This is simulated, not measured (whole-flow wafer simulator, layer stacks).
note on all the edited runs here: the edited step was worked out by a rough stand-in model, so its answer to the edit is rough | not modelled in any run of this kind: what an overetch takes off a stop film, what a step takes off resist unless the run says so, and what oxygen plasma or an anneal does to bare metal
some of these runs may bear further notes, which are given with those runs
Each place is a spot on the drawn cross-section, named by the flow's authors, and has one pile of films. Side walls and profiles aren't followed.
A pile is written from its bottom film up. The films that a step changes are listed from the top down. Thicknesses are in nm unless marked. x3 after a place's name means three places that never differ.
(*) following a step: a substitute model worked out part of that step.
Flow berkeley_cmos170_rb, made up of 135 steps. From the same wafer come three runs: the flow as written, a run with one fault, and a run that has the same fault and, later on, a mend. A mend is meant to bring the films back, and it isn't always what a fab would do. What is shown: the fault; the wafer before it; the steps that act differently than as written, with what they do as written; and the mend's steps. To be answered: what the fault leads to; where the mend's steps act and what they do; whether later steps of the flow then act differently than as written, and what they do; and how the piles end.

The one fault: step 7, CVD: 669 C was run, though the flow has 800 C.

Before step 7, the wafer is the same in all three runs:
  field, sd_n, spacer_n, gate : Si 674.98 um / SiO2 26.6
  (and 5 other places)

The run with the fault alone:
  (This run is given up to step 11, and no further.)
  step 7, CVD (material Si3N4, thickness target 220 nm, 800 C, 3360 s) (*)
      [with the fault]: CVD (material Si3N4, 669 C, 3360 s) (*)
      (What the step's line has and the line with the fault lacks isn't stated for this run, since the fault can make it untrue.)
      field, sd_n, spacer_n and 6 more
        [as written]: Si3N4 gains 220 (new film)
        [with the fault]: Si3N4 gains 17.7 (new film)
  Every later step of the flow up to step 11 that is run acts as written at every place that is followed.
  The piles after step 11 differ from the flow's at field, sd_n, spacer_n and 6 more by more than 2% or 0.5 nm, whichever is larger.
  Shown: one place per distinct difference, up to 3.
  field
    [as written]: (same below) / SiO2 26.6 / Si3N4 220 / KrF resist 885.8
    [with the fault]: (same below) / SiO2 26.6 / Si3N4 17.7 / KrF resist 885.8
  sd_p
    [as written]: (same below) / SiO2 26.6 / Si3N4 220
    [with the fault]: (same below) / SiO2 26.6 / Si3N4 17.7

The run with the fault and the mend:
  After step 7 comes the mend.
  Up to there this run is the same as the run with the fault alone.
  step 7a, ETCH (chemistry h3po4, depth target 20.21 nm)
      field, sd_n, spacer_n and 6 more
        Si3N4 loses 17.7 (all of it)
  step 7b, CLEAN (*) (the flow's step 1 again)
      does not change any film at any place that is followed
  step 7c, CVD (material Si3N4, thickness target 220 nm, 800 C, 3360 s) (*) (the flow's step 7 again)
      field, sd_n, spacer_n and 6 more
        Si3N4 gains 220 (new film)
  Every later step of the flow that is run acts as written at every place that is followed.
  At every place that both follow, the piles at the end match the flow's.
